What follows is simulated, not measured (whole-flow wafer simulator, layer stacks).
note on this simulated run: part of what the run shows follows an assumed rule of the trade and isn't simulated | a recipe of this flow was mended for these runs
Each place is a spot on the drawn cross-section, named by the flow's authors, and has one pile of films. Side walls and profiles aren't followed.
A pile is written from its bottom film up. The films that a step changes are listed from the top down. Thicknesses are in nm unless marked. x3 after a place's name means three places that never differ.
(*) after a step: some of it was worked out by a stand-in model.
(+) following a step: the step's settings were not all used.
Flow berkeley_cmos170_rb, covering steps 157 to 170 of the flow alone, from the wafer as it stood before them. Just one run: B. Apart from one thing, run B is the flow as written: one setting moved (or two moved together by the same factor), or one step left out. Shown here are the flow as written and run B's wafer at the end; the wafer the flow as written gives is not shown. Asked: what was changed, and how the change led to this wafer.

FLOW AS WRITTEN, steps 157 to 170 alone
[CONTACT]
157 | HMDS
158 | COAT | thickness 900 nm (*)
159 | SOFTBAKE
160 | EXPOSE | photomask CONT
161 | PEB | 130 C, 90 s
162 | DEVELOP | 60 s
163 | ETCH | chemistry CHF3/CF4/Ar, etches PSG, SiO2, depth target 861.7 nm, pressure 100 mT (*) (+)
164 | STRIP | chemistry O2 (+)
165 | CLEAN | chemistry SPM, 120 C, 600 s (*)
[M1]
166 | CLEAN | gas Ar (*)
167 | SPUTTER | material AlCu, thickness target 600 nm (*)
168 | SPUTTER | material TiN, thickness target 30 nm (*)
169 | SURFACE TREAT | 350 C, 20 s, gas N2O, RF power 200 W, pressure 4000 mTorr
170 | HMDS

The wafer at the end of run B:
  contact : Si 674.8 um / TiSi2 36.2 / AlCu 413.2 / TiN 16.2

Cause: step 163, ETCH: depth target 1048 nm was run, though the flow has depth target 861.7 nm.

How this came from the change, step by step:
  163 | ETCH | chemistry CHF3/CF4/Ar, etches PSG, SiO2, depth target 861.7 nm, pressure 100 mT (*) (+)
      field, sd_n, spacer_n, gate, sd_p, spacer_p, gate_p, m1: -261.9 KrF-resist (in the flow as written it would be: -215.4 KrF-resist)
      contact: -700 PSG (all of it), -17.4 TiSi2 (in the flow as written it would be: -700 PSG (all of it), -8.08 TiSi2)
  164 | STRIP | chemistry O2 (+)
      field: -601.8 KrF-resist (all of it) (in the flow as written it would be: -648.4 KrF-resist (all of it))
      sd_n: -726 KrF-resist (all of it) (in the flow as written it would be: -772.5 KrF-resist (all of it))
      (as well as at 6 more places)
